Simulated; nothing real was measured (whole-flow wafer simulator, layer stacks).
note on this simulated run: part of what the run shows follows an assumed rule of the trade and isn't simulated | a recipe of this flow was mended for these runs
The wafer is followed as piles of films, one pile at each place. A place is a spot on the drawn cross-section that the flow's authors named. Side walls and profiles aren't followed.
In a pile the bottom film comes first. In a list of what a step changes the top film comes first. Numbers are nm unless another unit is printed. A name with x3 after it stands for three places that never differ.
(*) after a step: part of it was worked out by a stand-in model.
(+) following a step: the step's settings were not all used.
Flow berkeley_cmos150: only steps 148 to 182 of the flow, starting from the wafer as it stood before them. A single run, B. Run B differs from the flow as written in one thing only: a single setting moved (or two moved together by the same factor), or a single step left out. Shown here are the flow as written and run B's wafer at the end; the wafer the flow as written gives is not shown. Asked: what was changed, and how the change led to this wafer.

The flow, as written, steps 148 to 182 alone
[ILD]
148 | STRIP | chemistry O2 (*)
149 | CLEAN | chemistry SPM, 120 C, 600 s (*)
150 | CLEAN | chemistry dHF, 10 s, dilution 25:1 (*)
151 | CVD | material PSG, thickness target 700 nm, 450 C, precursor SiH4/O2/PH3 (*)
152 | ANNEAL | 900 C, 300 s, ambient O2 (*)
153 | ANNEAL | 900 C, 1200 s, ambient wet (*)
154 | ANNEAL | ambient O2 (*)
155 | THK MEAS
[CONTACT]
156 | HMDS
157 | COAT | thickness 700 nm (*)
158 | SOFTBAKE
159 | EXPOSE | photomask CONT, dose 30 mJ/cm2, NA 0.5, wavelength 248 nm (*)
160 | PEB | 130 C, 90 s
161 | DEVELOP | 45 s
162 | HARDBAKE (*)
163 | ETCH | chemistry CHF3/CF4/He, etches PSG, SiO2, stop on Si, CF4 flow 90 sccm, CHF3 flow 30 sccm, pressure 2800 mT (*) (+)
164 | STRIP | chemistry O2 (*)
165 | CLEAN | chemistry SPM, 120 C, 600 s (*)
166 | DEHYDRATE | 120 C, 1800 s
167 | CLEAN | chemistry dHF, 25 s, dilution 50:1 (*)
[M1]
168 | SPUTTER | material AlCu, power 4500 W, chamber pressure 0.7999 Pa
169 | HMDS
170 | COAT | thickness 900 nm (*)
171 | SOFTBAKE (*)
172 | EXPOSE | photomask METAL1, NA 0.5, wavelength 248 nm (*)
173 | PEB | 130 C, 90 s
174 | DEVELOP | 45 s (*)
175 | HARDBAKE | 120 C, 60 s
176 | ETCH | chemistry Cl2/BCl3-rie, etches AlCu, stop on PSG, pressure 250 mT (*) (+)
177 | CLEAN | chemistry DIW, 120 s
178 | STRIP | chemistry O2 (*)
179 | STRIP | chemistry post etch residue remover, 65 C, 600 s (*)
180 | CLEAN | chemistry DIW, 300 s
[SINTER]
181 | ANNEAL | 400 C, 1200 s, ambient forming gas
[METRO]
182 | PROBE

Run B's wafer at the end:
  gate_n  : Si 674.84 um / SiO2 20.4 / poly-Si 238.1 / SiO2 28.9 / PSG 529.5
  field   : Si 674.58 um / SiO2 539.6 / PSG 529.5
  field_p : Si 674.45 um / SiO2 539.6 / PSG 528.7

The reason: step 151, CVD: thickness target 616 nm was run, while the flow as written has thickness target 700 nm; step 167, CLEAN: 22 s was run, where the flow has 25 s.

How this came from the change, step by step:
  151 | CVD | material PSG, thickness target 700 nm, 450 C, precursor SiH4/O2/PH3 (*)
      field, field_p, sd_n, gate_n, gate_p, contact, m1: +616 PSG (new film) (as written it would have been: +700 PSG (new film))
      sd_p: +564.9 PSG (new film) (as written it would have been: +639.5 PSG (new film))
  153 | ANNEAL | 900 C, 1200 s, ambient wet (*)
      sd_n, contact, m1: -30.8 PSG, +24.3 SiO2, -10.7 Si (as written it would have been: -35 PSG, +22.8 SiO2, -10 Si)
      field, field_p: -30.8 PSG, +17 SiO2, -7.49 Si (as written it would have been: -35 PSG, +16.3 SiO2, -7.15 Si)
      (also at 3 further places)
  163 | ETCH | chemistry CHF3/CF4/He, etches PSG, SiO2, stop on Si, CF4 flow 90 sccm, CHF3 flow 30 sccm, pressure 2800 mT (*) (+)
      field, field_p, sd_n, gate_n, sd_p, gate_p, m1: -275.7 KrF-resist (as written it would have been: -303.7 KrF-resist)
      contact: -585.2 PSG (all of it), -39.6 SiO2 (all of it), -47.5 Si (as written it would have been: -665 PSG (all of it), -38.1 SiO2 (all of it), -47.5 Si)
  164 | STRIP | chemistry O2 (*)
      field: -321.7 KrF-resist (all of it) (as written it would have been: -294.5 KrF-resist (all of it))
      field_p: -423 KrF-resist (all of it) (as written it would have been: -397.1 KrF-resist (all of it))
      (also at 5 further places)
  167 | CLEAN | chemistry dHF, 25 s, dilution 50:1 (*)
      field, field_p, sd_n, gate_n, sd_p, gate_p, m1: -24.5 PSG (as written it would have been: -27.8 PSG)
  168 | SPUTTER | material AlCu, power 4500 W, chamber pressure 0.7999 Pa
      contact: +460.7 AlCu (new film) (as written it would have been: +443.6 AlCu (new film))
  170 | COAT | thickness 900 nm (*)
      contact: +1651 thick-KrF-resist (new film) (as written it would have been: +1720.1 thick-KrF-resist (new film))
  175 | HARDBAKE | 120 C, 60 s
      contact: -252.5 thick-KrF-resist (as written it would have been: -263.1 thick-KrF-resist)
  178 | STRIP | chemistry O2 (*)
      contact: -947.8 thick-KrF-resist (all of it) (as written it would have been: -1006.2 thick-KrF-resist (all of it))
